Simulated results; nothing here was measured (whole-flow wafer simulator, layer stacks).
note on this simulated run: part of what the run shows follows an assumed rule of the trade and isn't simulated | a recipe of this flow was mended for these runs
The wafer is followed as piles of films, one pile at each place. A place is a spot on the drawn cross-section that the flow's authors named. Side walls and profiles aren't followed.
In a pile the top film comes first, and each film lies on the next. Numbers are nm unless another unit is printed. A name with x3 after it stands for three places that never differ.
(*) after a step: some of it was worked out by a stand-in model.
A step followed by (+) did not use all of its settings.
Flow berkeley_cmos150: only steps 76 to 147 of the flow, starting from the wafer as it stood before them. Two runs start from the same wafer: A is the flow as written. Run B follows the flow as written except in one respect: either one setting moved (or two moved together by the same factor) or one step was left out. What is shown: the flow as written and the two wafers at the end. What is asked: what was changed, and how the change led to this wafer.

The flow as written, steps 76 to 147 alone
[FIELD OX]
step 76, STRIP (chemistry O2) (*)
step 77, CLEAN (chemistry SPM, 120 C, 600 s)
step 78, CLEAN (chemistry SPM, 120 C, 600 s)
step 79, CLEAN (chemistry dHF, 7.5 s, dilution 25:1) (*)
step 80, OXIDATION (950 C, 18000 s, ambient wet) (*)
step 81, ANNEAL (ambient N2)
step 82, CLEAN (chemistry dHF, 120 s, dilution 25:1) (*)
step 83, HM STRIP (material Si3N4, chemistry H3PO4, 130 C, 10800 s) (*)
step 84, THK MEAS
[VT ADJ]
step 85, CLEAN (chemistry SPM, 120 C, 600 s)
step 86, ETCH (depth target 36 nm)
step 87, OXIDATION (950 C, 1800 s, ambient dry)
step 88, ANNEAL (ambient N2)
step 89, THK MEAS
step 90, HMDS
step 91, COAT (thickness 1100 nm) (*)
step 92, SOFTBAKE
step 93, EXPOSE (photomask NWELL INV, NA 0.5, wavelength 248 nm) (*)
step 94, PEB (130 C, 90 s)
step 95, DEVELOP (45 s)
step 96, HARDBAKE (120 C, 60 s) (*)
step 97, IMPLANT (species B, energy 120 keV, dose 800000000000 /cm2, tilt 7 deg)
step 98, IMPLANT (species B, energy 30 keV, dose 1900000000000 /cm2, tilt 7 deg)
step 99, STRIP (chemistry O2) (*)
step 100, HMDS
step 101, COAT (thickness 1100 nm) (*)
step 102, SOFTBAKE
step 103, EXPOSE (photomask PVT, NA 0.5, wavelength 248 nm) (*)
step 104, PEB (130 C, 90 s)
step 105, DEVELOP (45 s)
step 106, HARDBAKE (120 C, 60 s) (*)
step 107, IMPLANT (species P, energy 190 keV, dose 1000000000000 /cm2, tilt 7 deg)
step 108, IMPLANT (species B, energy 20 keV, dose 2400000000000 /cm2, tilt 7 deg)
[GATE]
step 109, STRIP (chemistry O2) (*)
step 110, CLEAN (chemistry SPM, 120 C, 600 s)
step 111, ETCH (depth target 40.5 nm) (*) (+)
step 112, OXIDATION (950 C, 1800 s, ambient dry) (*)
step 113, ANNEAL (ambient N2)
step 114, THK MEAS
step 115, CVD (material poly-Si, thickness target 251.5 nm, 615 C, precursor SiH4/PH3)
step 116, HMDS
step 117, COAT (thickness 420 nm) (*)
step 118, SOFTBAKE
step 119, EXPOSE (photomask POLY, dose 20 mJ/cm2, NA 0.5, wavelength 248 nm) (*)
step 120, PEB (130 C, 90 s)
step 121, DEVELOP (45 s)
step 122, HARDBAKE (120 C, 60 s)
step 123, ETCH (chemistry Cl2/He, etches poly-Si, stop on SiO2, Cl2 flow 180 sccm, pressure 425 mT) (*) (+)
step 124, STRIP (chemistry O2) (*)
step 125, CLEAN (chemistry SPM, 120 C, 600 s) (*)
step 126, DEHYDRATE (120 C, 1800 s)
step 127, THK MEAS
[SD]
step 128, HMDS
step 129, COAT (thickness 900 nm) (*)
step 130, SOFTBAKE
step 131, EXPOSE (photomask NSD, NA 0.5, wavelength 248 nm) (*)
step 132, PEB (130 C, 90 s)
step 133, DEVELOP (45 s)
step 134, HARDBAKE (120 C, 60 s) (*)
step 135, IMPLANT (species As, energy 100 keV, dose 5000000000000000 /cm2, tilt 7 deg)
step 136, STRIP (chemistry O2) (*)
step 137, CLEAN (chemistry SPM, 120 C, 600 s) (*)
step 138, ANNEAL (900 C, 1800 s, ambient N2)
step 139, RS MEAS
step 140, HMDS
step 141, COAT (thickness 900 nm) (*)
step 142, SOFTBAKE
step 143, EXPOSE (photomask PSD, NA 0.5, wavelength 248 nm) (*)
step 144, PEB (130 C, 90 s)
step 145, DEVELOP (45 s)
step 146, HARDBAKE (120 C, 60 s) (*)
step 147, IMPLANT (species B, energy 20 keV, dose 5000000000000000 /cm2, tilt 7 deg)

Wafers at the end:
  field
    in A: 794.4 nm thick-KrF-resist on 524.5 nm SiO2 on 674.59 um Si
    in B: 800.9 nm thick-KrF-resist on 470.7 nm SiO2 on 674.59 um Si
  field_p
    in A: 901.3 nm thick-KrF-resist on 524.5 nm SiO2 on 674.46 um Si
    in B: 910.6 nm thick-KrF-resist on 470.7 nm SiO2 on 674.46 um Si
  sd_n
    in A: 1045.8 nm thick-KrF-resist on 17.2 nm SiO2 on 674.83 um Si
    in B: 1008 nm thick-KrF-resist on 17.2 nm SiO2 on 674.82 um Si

The reason: step 83, HM STRIP: 169 C was run, while the flow as written has 130 C.

Step by step, how the change led to this:
  step 83, HM STRIP (material Si3N4, chemistry H3PO4, 130 C, 10800 s) (*)
      gate_n, contact, m1: A Si3N4 loses 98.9 (all of it), SiO2 loses 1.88 | B chemical SiO2 gains 0.5 (new film), Si3N4 loses 98.9 (all of it), SiO2 loses 31.5 (all of it), Si loses 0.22
      sd_p, gate_p: A Si3N4 loses 98.7 (all of it), SiO2 loses 1.88 | B chemical SiO2 gains 0.5 (new film), Si3N4 loses 98.7 (all of it), SiO2 loses 31.5 (all of it), Si loses 0.23
      (as well as at 3 more places)
  step 86, ETCH (depth target 36 nm)
      gate_n, sd_p, gate_p, contact, m1: A SiO2 loses 29.6 (all of it) | B chemical SiO2 loses 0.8 (all of it)
      sd_n: A SiO2 loses 36 | B SiO2 loses 13.7 (all of it)
  step 87, OXIDATION (950 C, 1800 s, ambient dry)
      sd_n: A SiO2 gains 12.1, Si loses 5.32 | B SiO2 gains 20.4 (new film), Si loses 8.98
  step 91, COAT (thickness 1100 nm) (*)
      gate_n: A thick-KrF-resist gains 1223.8 (new film) | B thick-KrF-resist gains 1193.4 (new film)
      sd_p: A thick-KrF-resist gains 1317.3 (new film) | B thick-KrF-resist gains 1288.6 (new film)
      (as well as at 2 more places)
  step 95, DEVELOP (45 s)
      gate_n: A thick-KrF-resist loses 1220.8 (all of it) | B thick-KrF-resist loses 1190.5 (all of it)
      contact: A thick-KrF-resist loses 1225.1 (all of it) | B thick-KrF-resist loses 1198.4 (all of it)
      (as well as at 1 more place)
  step 99, STRIP (chemistry O2) (*)
      sd_p: A thick-KrF-resist loses 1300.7 (all of it) | B thick-KrF-resist loses 1272.1 (all of it)
  step 101, COAT (thickness 1100 nm) (*)
      gate_n: A thick-KrF-resist gains 1223.8 (new film) | B thick-KrF-resist gains 1193.4 (new film)
      sd_p: A thick-KrF-resist gains 1317.3 (new film) | B thick-KrF-resist gains 1288.6 (new film)
      (as well as at 2 more places)
  step 105, DEVELOP (45 s)
      sd_p: A thick-KrF-resist loses 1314 (all of it) | B thick-KrF-resist loses 1285.4 (all of it)
  step 109, STRIP (chemistry O2) (*)
      gate_n: A thick-KrF-resist loses 1207.5 (all of it) | B thick-KrF-resist loses 1177.2 (all of it)
      contact: A thick-KrF-resist loses 1211.8 (all of it) | B thick-KrF-resist loses 1185.1 (all of it)
      (as well as at 1 more place)
  step 111, ETCH (depth target 40.5 nm) (*) (+)
      sd_n: A SiO2 loses 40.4 (all of it) | B SiO2 loses 20.4 (all of it)
  step 117, COAT (thickness 420 nm) (*)
      field: A KrF-resist gains 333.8 (new film) | B KrF-resist gains 340.7 (new film)
      field_p: A KrF-resist gains 413.4 (new film) | B KrF-resist gains 423.2 (new film)
      (as well as at 6 more places)
  step 121, DEVELOP (45 s)
      field: A KrF-resist loses 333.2 (all of it) | B KrF-resist loses 340.1 (all of it)
      field_p: A KrF-resist loses 412.6 (all of it) | B KrF-resist loses 422.3 (all of it)
      (as well as at 4 more places)
  step 122, HARDBAKE (120 C, 60 s)
      gate_n: A KrF-resist loses 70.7 | B KrF-resist loses 68.2
      gate_p: A KrF-resist loses 77.2 | B KrF-resist loses 74.9
  step 124, STRIP (chemistry O2) (*)
      gate_n: A chemical SiO2 gains 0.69 (new film), KrF-resist loses 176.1 (all of it), poly-Si loses 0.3 | B chemical SiO2 gains 0.69 (new film), KrF-resist loses 162.4 (all of it), poly-Si loses 0.3
      gate_p: A chemical SiO2 gains 0.69 (new film), KrF-resist loses 213.2 (all of it), poly-Si loses 0.3 | B chemical SiO2 gains 0.69 (new film), KrF-resist loses 200.3 (all of it), poly-Si loses 0.3
  step 129, COAT (thickness 900 nm) (*)
      sd_n: A thick-KrF-resist gains 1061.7 (new film) | B thick-KrF-resist gains 1023.8 (new film)
      gate_n: A thick-KrF-resist gains 819.9 (new film) | B thick-KrF-resist gains 792 (new film)
      (as well as at 4 more places)
  step 133, DEVELOP (45 s)
      sd_n: A thick-KrF-resist loses 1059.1 (all of it) | B thick-KrF-resist loses 1021.3 (all of it)
      gate_n: A thick-KrF-resist loses 818.1 (all of it) | B thick-KrF-resist loses 790.2 (all of it)
      (as well as at 2 more places)
  ... 2 further steps ...
  step 145, DEVELOP (45 s)
      sd_p: A thick-KrF-resist loses 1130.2 (all of it) | B thick-KrF-resist loses 1096.2 (all of it)
      gate_p: A thick-KrF-resist loses 886.7 (all of it) | B thick-KrF-resist loses 859.9 (all of it)
